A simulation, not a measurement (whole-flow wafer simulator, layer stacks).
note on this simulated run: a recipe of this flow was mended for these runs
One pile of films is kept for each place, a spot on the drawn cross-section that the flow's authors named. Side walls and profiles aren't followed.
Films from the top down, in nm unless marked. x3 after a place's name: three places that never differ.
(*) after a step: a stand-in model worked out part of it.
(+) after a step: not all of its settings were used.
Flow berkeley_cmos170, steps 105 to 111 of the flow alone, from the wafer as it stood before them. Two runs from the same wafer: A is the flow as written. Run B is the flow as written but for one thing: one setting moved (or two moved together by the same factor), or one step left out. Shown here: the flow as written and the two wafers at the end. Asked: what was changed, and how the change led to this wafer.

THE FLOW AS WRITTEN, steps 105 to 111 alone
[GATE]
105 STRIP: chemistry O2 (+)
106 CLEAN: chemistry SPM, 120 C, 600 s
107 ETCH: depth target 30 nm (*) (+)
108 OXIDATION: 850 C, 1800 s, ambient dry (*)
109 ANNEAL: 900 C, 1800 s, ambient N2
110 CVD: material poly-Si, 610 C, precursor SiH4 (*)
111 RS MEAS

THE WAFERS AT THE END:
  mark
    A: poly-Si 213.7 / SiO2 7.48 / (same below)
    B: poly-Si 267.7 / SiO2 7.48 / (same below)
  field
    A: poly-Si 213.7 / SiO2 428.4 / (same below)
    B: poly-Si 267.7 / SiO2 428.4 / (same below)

The cause: step 110, CVD: 622 C was run, where the flow has 610 C.

How the change led to this, step by step:
  110 CVD: material poly-Si, 610 C, precursor SiH4 (*)
      field, mark, sd_n and 10 more: A poly-Si +213.7 (new film) | B poly-Si +267.7 (new film)
